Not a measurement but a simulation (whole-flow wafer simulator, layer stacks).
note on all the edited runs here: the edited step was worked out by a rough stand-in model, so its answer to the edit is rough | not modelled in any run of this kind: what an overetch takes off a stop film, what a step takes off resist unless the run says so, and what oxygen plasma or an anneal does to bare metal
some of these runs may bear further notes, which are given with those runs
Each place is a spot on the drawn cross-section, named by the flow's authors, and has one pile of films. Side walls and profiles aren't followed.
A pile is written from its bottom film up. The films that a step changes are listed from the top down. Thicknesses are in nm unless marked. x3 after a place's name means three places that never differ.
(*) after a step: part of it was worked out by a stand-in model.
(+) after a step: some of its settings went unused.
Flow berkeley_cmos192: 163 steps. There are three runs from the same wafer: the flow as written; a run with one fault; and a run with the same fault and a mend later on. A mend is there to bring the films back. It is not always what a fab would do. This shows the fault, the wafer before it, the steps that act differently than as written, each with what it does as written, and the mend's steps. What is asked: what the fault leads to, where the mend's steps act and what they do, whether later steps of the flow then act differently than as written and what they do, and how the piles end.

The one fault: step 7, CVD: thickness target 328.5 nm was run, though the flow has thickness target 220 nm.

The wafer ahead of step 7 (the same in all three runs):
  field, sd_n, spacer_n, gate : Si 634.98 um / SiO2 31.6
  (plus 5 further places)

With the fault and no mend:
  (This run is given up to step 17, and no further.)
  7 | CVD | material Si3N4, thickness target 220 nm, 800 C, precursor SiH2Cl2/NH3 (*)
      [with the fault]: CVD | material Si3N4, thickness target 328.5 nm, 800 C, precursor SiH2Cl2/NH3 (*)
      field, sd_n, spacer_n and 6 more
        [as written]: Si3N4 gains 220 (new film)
        [with the fault]: Si3N4 gains 328.5 (new film)
  Steps later in the flow that act otherwise than as written:
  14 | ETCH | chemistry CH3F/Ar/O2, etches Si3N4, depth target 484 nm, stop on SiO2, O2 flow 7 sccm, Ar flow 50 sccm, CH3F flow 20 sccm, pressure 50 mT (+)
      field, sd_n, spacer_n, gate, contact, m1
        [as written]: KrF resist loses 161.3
        [with the fault]: KrF resist loses 233.7
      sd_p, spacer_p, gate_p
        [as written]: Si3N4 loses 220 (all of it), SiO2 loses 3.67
        [with the fault]: Si3N4 loses 328.5 (all of it), SiO2 loses 3.67
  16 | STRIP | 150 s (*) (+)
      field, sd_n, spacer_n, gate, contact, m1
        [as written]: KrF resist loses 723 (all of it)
        [with the fault]: KrF resist loses 650.7 (all of it)
  After step 17, at field, sd_n, spacer_n, gate, contact, m1, the piles differ from the flow's by more than 2% or 0.5 nm, whichever is larger.
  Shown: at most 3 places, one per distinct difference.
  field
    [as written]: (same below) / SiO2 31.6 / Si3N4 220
    [with the fault]: (same below) / SiO2 31.6 / Si3N4 328.5

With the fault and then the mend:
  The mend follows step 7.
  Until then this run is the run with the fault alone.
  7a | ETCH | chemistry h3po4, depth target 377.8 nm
      field, sd_n, spacer_n and 6 more
        Si3N4 loses 328.5 (all of it)
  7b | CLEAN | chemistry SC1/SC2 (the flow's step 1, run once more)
      leaves every film unchanged at each place that is followed
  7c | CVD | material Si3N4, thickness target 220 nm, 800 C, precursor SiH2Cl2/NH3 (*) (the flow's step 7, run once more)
      field, sd_n, spacer_n and 6 more
        Si3N4 gains 220 (new film)
  Every later step of the flow that is run acts as written at every place that is followed.
  By the end, the piles equal the flow's at every place that both follow.
